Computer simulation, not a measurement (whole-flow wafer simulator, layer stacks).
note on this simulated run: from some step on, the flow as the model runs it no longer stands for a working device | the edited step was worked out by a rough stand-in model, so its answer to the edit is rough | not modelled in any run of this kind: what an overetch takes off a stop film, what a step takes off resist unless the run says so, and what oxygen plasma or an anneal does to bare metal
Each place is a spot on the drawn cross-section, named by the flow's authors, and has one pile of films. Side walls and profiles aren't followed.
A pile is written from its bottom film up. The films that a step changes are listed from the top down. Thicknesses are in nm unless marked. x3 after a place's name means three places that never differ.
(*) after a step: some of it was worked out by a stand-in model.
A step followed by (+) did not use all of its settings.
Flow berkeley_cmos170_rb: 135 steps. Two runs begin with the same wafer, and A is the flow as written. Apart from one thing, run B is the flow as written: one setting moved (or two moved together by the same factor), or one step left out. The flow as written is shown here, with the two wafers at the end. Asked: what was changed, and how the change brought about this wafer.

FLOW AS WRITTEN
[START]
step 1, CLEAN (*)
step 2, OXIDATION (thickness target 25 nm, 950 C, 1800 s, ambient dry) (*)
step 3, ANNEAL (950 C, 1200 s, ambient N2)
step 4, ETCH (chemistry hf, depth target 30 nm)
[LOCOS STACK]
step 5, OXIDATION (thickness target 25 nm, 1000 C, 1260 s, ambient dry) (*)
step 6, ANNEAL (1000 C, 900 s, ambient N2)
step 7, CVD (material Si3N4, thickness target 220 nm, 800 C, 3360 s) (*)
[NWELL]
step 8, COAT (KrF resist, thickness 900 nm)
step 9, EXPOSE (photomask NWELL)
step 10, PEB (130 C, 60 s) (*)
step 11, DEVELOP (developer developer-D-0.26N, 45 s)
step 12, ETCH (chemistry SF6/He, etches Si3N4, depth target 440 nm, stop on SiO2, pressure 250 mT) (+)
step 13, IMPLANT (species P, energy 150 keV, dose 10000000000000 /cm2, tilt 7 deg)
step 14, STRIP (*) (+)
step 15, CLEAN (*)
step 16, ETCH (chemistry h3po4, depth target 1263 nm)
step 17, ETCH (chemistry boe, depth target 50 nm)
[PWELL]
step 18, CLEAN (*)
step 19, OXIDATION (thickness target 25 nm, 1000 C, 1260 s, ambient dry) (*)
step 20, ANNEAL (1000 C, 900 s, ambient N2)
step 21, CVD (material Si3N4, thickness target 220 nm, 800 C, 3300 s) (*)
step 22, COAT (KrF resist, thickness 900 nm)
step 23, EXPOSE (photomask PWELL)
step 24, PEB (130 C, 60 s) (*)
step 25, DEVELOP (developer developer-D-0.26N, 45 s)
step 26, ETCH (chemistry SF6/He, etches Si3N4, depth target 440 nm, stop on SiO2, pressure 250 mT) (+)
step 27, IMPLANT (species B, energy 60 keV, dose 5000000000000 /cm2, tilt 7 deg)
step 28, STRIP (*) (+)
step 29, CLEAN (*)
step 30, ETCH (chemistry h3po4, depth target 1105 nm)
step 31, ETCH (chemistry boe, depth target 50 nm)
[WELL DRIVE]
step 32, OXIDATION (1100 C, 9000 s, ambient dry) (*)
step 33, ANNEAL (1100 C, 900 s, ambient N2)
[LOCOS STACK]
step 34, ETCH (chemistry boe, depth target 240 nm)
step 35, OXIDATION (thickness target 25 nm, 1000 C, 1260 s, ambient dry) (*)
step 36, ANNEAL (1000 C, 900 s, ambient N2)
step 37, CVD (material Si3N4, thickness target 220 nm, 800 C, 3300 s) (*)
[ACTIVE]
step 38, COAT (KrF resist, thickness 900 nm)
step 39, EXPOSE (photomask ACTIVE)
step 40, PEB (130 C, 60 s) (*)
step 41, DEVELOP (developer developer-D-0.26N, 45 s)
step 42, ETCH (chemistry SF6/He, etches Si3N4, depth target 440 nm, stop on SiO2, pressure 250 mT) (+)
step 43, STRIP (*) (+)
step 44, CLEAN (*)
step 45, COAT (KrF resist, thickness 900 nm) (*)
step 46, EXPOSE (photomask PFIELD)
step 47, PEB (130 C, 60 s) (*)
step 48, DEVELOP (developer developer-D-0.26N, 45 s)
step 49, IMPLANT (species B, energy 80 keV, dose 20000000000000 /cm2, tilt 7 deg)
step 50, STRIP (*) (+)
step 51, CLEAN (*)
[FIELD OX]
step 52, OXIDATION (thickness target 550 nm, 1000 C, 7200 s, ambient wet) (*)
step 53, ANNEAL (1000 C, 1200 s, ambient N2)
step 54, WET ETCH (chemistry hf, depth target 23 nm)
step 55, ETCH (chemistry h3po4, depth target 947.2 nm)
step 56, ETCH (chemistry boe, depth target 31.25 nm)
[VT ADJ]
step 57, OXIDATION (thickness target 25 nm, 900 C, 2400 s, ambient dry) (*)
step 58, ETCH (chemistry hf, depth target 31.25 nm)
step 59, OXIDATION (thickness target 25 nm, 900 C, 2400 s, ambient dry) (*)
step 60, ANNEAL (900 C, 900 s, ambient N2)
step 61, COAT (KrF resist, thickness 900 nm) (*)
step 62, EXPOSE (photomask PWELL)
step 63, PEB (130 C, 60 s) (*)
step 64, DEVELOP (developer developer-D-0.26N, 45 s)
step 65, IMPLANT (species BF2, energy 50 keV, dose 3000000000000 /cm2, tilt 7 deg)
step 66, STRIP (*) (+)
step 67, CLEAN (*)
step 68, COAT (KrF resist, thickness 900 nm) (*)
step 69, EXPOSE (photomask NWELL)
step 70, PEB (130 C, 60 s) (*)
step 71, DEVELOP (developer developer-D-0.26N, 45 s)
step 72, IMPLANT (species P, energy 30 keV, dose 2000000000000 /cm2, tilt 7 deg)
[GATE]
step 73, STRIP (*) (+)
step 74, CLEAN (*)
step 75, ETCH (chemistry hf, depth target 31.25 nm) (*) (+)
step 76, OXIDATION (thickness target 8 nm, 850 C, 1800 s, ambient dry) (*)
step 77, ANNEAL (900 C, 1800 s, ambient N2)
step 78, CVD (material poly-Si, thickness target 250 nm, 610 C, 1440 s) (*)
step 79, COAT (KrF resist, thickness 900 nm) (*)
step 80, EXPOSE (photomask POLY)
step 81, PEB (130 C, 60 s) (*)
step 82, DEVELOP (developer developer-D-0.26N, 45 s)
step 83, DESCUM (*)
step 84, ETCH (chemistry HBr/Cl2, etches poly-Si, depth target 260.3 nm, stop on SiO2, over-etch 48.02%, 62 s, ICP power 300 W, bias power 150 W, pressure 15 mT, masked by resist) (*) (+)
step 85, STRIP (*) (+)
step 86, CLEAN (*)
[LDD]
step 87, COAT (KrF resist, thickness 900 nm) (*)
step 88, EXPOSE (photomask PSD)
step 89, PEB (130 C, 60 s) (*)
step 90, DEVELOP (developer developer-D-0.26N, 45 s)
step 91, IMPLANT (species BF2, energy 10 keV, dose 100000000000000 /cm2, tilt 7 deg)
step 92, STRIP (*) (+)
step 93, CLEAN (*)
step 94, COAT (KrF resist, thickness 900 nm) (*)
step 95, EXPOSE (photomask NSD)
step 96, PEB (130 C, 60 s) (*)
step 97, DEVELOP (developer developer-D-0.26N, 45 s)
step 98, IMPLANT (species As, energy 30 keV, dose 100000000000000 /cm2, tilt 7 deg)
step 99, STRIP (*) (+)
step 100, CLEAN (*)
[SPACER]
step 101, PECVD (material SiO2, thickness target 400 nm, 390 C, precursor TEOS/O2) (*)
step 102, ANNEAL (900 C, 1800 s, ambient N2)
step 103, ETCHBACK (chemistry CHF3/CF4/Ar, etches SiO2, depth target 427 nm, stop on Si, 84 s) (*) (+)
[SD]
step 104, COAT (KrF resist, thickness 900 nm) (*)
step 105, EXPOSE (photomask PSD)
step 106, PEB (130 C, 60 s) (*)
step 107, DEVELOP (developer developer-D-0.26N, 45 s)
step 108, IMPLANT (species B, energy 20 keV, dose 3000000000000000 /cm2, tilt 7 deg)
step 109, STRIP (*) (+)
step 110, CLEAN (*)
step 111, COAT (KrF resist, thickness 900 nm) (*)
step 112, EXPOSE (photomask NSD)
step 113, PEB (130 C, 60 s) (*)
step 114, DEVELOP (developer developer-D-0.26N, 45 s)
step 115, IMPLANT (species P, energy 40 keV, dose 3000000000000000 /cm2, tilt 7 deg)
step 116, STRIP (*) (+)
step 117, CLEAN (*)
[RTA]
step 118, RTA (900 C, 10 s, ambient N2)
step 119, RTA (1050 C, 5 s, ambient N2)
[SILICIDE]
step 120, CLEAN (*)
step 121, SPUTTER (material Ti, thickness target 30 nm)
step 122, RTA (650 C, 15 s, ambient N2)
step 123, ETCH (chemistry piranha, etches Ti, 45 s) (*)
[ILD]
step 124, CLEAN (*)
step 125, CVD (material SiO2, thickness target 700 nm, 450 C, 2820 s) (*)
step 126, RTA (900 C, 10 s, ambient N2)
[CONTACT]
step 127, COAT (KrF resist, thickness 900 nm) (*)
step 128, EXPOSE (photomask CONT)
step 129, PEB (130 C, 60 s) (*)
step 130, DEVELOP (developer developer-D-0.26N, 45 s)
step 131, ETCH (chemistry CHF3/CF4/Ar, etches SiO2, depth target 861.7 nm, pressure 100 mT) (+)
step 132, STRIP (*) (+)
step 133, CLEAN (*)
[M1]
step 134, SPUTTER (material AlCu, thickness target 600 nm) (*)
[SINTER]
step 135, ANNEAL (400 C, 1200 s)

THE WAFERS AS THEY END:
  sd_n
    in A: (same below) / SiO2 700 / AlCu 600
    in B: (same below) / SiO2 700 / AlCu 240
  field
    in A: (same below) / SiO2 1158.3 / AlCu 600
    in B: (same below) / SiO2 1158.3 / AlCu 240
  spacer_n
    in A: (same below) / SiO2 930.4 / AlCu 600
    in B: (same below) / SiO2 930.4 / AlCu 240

Cause: step 134, SPUTTER: thickness target 240 nm was run, though the flow has thickness target 600 nm.
The wafer lets one read it off: sd_n has AlCu 240, and step 134 as written asks for 600 nm.

Step by step, how the change led to this:
  step 134, SPUTTER (material AlCu, thickness target 600 nm) (*)
      field, sd_n, spacer_n, gate, spacer_p, gate_p, m1: A AlCu gains 600 (new film) | B AlCu gains 240 (new film)
      sd_p: A AlCu gains 545.9 (new film) | B AlCu gains 213.5 (new film)
      (also at 1 further place)
